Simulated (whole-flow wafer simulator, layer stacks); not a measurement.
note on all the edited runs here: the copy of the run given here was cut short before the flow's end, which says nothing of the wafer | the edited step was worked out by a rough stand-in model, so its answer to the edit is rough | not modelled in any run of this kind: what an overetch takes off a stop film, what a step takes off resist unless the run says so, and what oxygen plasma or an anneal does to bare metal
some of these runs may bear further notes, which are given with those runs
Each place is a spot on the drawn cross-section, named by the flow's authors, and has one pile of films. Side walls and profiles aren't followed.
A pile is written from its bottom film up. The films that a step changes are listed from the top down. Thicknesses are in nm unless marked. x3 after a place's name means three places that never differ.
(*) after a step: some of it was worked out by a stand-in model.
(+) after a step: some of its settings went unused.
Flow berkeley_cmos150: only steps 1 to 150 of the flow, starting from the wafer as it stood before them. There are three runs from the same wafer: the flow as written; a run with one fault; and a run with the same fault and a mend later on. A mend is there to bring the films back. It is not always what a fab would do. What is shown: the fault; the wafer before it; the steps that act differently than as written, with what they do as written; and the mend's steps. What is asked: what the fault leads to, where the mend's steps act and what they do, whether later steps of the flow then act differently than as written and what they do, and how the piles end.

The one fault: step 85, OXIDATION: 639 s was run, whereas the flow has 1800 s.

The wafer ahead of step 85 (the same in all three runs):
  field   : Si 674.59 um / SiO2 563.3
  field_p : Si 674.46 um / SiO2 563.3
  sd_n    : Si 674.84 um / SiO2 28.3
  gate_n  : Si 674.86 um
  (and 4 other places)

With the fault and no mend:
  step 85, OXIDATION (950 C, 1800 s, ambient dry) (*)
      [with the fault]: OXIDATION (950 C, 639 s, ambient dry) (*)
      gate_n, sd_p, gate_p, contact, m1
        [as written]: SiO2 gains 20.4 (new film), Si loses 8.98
        [with the fault]: SiO2 gains 10.9 (new film), Si loses 4.78
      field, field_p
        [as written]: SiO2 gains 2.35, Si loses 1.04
        [with the fault]: SiO2 gains 0.84, Si loses 0.37
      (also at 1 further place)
  Steps later in the flow that act otherwise than as written (27 other steps are not shown; they differ only slightly, by no more than 2% or 0.5 nm, whichever is larger):
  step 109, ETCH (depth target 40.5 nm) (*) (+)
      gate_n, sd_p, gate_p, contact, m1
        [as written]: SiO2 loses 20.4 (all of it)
        [with the fault]: SiO2 loses 10.9 (all of it)
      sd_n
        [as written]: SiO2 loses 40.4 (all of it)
        [with the fault]: SiO2 loses 33.3 (all of it)
  When the end is reached, the piles differ only a little from the flow's at the places that both follow, at most by 2% or 0.5 nm, whichever is larger.

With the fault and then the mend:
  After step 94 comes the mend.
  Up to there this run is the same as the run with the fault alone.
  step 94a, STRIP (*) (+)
      field_p
        KrF resist loses 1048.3 (all of it)
      sd_p
        KrF resist loses 1275.8 (all of it)
      gate_p
        KrF resist loses 1250.2 (all of it)
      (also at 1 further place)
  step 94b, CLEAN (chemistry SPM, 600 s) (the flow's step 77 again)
      leaves every film unchanged at each place that is followed
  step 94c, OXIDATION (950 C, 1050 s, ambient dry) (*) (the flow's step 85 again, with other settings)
      gate_n, sd_p, gate_p, contact, m1
        SiO2 gains 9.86, Si loses 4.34
      field, field_p
        SiO2 gains 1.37, Si loses 0.6
      sd_n
        SiO2 gains 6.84, Si loses 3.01
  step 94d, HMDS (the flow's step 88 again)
      leaves every film unchanged at each place that is followed
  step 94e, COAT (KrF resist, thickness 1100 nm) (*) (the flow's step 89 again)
      field
        KrF resist gains 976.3 (new film)
      field_p
        KrF resist gains 1087.8 (new film)
      sd_n
        KrF resist gains 1243.1 (new film)
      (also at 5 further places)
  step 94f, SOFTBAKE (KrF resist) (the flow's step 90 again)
      leaves every film unchanged at each place that is followed
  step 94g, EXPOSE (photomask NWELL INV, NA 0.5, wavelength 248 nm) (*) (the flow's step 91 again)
      leaves every film unchanged at each place that is followed
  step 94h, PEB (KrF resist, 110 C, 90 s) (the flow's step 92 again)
      field
        KrF resist loses 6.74
      field_p
        KrF resist loses 7.53
      sd_n
        KrF resist loses 8.63
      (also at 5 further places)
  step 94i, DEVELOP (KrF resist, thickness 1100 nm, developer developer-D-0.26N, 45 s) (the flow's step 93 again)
      field_p, sd_p, gate_p, m1
        KrF resist loses 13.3
      field
        KrF resist loses 969.5 (all of it)
      sd_n
        KrF resist loses 1234.5 (all of it)
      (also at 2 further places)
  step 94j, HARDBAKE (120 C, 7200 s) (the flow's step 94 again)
      field_p
        KrF resist loses 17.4
      sd_p
        KrF resist loses 21.4
      gate_p
        KrF resist loses 20.9
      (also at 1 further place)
  Later steps of the flow that are run all act as written at every place that is followed, up to a difference of at most 2% or 0.5 nm, whichever is larger.
  When the end is reached, the piles differ only a little from the flow's at the places that both follow, at most by 2% or 0.5 nm, whichever is larger.
